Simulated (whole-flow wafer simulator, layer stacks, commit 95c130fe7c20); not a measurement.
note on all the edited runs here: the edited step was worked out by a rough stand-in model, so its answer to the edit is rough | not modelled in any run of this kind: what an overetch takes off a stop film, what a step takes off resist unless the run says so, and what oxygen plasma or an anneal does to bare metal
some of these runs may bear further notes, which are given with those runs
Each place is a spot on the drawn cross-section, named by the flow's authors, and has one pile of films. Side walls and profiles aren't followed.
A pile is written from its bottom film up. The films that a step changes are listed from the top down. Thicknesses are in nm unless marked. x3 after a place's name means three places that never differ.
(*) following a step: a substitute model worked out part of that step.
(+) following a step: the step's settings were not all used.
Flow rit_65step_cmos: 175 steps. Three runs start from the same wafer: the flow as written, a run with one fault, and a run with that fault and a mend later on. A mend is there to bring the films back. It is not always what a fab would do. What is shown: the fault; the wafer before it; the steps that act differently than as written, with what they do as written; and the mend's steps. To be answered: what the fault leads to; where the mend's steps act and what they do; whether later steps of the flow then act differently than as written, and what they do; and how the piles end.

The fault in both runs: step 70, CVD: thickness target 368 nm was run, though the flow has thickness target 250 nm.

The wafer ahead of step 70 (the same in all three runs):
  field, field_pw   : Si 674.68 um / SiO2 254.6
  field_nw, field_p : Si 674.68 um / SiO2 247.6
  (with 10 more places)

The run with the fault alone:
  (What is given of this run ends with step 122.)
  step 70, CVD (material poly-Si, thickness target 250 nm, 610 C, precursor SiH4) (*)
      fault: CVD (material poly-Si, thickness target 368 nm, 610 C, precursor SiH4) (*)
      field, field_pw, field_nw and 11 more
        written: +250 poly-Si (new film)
        fault: +368 poly-Si (new film)
  Steps further on in the flow that do not act as written (not shown: 3 more steps that differ only slightly, by at most 2% or 0.5 nm, whichever is larger):
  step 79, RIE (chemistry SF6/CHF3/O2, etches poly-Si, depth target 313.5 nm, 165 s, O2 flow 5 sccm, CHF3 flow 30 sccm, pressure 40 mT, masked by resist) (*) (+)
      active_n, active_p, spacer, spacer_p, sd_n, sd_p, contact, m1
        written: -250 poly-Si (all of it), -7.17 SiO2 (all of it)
        fault: -313.5 poly-Si
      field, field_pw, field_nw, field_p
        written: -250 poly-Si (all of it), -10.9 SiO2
        fault: -313.5 poly-Si
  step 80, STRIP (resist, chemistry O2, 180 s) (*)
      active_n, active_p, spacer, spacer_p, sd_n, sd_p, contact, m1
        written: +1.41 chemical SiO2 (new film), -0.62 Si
        fault: +1.41 chemical SiO2 (new film), -0.62 poly-Si
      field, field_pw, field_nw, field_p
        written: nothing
        fault: +1.41 chemical SiO2 (new film), -0.62 poly-Si
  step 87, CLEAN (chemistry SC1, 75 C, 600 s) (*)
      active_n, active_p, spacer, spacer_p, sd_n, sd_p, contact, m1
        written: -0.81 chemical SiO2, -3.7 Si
        fault: -0.81 chemical SiO2, -3.7 poly-Si
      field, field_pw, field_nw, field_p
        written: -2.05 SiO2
        fault: -0.81 chemical SiO2, -3.7 poly-Si
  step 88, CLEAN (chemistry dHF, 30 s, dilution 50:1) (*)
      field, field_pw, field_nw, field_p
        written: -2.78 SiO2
        fault: -0.6 chemical SiO2 (all of it)
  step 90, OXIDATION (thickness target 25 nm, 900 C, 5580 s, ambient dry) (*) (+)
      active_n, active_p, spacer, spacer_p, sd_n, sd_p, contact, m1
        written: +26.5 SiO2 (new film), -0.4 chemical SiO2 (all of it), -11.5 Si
        fault: +28.9 SiO2 (new film), -0.4 chemical SiO2 (all of it), -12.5 poly-Si
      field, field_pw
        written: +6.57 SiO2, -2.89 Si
        fault: +28.9 SiO2 (new film), -0.4 chemical SiO2 (all of it), -12.5 poly-Si
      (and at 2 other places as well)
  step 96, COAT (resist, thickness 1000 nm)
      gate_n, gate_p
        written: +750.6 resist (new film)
        fault: +700.9 resist (new film)
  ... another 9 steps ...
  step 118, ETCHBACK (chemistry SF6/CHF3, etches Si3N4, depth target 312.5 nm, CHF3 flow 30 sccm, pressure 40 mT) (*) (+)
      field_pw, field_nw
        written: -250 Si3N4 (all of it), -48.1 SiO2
        fault: -250 Si3N4 (all of it), -24.1 SiO2 (all of it), -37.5 poly-Si (all of it), -5.86 SiO2
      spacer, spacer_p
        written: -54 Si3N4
        fault: +0.96 Si3N4
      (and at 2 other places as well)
  Once step 122 is done, the piles at field, field_pw, field_nw, field_p, gate_n, gate_p, spacer, spacer_p depart from the flow's by more than 2% or 0.5 nm, whichever is larger.
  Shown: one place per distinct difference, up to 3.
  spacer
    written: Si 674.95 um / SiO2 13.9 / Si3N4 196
    fault: Si 674.97 um / SiO2 7.17 / poly-Si 37.5 / SiO2 16.3 / Si3N4 251
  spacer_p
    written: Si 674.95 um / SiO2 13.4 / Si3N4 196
    fault: Si 674.97 um / SiO2 7.17 / poly-Si 37.5 / SiO2 15.7 / Si3N4 251
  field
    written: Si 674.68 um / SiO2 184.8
    fault: Si 674.68 um / SiO2 241

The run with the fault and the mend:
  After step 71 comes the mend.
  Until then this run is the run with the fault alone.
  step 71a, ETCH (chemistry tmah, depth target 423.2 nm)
      field, field_pw, field_nw and 11 more
        -368 poly-Si (all of it)
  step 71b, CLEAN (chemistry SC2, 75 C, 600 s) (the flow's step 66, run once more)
      leaves every film unchanged at each place that is followed
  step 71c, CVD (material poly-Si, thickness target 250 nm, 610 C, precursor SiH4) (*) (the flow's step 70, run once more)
      field, field_pw, field_nw and 11 more
        +250 poly-Si (new film)
  Later steps of the flow that are run all act as written at every place that is followed.
  By the end, the piles equal the flow's at every place that both follow.
